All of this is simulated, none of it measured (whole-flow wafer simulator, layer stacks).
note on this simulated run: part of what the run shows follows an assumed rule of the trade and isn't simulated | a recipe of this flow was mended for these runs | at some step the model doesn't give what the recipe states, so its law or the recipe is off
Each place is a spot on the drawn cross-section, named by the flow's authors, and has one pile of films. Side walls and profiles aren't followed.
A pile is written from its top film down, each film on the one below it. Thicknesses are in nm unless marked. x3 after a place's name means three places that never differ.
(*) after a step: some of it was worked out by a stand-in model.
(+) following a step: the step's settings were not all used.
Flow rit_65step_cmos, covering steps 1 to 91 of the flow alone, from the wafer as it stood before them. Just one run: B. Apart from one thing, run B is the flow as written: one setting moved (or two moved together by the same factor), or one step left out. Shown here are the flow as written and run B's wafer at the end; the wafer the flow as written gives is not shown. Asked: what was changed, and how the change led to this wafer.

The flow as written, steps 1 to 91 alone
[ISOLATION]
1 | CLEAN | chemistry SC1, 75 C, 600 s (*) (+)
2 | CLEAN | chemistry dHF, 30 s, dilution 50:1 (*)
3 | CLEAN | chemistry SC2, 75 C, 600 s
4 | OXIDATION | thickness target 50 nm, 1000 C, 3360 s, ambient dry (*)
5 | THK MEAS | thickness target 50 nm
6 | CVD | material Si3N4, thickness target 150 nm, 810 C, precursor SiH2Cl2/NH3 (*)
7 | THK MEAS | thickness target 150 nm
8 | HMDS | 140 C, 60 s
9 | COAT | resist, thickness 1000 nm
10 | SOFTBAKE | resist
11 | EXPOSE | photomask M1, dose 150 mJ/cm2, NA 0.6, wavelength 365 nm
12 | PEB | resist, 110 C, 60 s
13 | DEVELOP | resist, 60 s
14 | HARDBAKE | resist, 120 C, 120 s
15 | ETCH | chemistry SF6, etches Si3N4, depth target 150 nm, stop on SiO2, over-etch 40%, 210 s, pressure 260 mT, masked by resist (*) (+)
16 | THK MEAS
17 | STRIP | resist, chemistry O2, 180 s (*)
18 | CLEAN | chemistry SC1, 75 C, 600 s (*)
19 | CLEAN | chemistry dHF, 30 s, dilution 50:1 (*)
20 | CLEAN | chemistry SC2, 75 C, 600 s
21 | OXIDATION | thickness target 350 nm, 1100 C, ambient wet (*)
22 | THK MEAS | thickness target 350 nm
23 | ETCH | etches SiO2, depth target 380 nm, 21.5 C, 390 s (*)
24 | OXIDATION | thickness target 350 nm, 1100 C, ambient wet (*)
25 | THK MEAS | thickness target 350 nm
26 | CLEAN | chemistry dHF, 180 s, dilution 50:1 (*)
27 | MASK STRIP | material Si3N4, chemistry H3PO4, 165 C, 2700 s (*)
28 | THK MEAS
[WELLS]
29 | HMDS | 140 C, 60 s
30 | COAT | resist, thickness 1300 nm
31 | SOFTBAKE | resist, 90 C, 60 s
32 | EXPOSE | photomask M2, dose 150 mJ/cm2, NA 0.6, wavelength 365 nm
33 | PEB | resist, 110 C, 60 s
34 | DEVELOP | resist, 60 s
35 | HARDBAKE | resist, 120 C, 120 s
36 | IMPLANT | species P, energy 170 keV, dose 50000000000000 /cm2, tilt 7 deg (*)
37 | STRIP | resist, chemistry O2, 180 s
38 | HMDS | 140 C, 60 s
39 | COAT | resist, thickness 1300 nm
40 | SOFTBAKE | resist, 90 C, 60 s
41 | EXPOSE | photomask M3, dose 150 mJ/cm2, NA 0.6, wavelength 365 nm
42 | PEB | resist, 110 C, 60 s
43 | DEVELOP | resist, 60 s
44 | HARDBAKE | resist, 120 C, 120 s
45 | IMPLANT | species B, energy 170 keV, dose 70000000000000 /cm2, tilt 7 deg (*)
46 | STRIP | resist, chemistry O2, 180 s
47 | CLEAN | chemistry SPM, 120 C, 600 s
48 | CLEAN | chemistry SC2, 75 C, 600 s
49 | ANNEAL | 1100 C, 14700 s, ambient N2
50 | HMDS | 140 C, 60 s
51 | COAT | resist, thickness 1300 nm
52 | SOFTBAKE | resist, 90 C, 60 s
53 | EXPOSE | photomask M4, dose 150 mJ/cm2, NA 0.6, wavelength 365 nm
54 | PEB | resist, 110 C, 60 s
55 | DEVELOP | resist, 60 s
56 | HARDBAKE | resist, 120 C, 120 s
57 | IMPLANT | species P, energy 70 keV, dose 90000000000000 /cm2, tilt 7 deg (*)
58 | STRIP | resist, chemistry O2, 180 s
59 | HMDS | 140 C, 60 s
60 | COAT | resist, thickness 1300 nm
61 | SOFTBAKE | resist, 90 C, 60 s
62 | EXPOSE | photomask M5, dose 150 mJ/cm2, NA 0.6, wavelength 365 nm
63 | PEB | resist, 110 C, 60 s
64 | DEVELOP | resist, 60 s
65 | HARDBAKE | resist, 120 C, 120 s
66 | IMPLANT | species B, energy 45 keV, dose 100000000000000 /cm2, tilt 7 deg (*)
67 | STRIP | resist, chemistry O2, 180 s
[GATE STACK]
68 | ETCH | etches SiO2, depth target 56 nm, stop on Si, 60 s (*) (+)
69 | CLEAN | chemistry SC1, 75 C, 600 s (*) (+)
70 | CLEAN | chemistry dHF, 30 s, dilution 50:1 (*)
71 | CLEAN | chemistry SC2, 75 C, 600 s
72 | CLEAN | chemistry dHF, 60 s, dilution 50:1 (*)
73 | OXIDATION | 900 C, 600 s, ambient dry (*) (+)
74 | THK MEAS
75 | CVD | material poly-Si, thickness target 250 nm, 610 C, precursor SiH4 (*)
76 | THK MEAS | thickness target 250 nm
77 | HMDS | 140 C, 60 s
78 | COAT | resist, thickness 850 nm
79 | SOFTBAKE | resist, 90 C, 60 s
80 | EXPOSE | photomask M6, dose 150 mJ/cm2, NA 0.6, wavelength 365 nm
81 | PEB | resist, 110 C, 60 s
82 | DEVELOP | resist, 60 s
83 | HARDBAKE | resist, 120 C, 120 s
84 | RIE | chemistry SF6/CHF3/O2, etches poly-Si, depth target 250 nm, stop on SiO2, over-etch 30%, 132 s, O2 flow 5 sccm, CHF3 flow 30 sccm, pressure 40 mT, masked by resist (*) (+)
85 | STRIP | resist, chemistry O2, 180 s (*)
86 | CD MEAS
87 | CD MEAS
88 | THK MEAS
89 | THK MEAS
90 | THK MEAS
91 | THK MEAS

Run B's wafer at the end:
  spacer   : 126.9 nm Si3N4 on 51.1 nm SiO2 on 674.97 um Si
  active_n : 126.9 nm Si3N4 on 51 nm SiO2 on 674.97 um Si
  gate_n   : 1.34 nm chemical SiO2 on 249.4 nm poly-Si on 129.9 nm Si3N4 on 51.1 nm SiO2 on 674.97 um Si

The reason: step 27, MASK STRIP: material Si3N4, chemistry H3PO4, 165 C, 2700 s (*), was not run.

How this came from the change, step by step:
  30 | COAT | resist, thickness 1300 nm
      field_pw, field_nw: +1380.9 resist (new film) (in the flow as written it would be: +1313 resist (new film))
      field: +1408.6 resist (new film) (in the flow as written it would be: +1315.7 resist (new film))
      (also at 1 further place)
  33 | PEB | resist, 110 C, 60 s
      field, field_p: -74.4 resist (in the flow as written it would be: -69.2 resist)
      field_pw, field_nw: -72.9 resist (in the flow as written it would be: -69.1 resist)
  34 | DEVELOP | resist, 60 s
      field_nw: -1308.1 resist (all of it) (in the flow as written it would be: -1243.9 resist (all of it))
      field_p: -1333.8 resist (all of it) (in the flow as written it would be: -1246.5 resist (all of it))
  35 | HARDBAKE | resist, 120 C, 120 s
      field: -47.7 resist (in the flow as written it would be: -44.1 resist)
      field_pw: -46.6 resist (in the flow as written it would be: -44 resist)
  37 | STRIP | resist, chemistry O2, 180 s
      field: -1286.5 resist (all of it) (in the flow as written it would be: -1202.4 resist (all of it))
      field_pw: -1261.5 resist (all of it) (in the flow as written it would be: -1199.9 resist (all of it))
  39 | COAT | resist, thickness 1300 nm
      field_pw, field_nw: +1380.9 resist (new film) (in the flow as written it would be: +1313 resist (new film))
      field: +1408.6 resist (new film) (in the flow as written it would be: +1315.7 resist (new film))
      (also at 1 further place)
  42 | PEB | resist, 110 C, 60 s
      field, field_p: -74.4 resist (in the flow as written it would be: -69.2 resist)
      field_pw, field_nw: -72.9 resist (in the flow as written it would be: -69.1 resist)
  43 | DEVELOP | resist, 60 s
      field: -1334.2 resist (all of it) (in the flow as written it would be: -1246.5 resist (all of it))
      field_pw: -1308.1 resist (all of it) (in the flow as written it would be: -1243.9 resist (all of it))
  44 | HARDBAKE | resist, 120 C, 120 s
      field_nw: -46.6 resist (in the flow as written it would be: -44 resist)
      field_p: -47.6 resist (in the flow as written it would be: -44.1 resist)
  46 | STRIP | resist, chemistry O2, 180 s
      field_nw: -1261.5 resist (all of it) (in the flow as written it would be: -1199.9 resist (all of it))
      field_p: -1286.2 resist (all of it) (in the flow as written it would be: -1202.3 resist (all of it))
  51 | COAT | resist, thickness 1300 nm
      field_pw, field_nw: +1380.9 resist (new film) (in the flow as written it would be: +1313 resist (new film))
      field: +1408.6 resist (new film) (in the flow as written it would be: +1315.7 resist (new film))
      (also at 1 further place)
  54 | PEB | resist, 110 C, 60 s
      field, field_p: -74.4 resist (in the flow as written it would be: -69.2 resist)
      field_pw, field_nw: -72.9 resist (in the flow as written it would be: -69.1 resist)
  55 | DEVELOP | resist, 60 s
      field_nw: -1308.1 resist (all of it) (in the flow as written it would be: -1243.9 resist (all of it))
      field_p: -1333.8 resist (all of it) (in the flow as written it would be: -1246.5 resist (all of it))
  56 | HARDBAKE | resist, 120 C, 120 s
      field: -47.7 resist (in the flow as written it would be: -44.1 resist)
      field_pw: -46.6 resist (in the flow as written it would be: -44 resist)
  58 | STRIP | resist, chemistry O2, 180 s
      field: -1286.5 resist (all of it) (in the flow as written it would be: -1202.4 resist (all of it))
      field_pw: -1261.5 resist (all of it) (in the flow as written it would be: -1199.9 resist (all of it))
  60 | COAT | resist, thickness 1300 nm
      field_pw, field_nw: +1380.9 resist (new film) (in the flow as written it would be: +1313 resist (new film))
      field: +1408.6 resist (new film) (in the flow as written it would be: +1315.7 resist (new film))
      (also at 1 further place)
  ... 12 further steps ...
  84 | RIE | chemistry SF6/CHF3/O2, etches poly-Si, depth target 250 nm, stop on SiO2, over-etch 30%, 132 s, O2 flow 5 sccm, CHF3 flow 30 sccm, pressure 40 mT, masked by resist (*) (+)
      active_n, active_p, spacer, spacer_p, sd_n, sd_p, contact, m1: -250 poly-Si (all of it), -3 Si3N4 (in the flow as written it would be: -250 poly-Si (all of it), -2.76 SiO2)
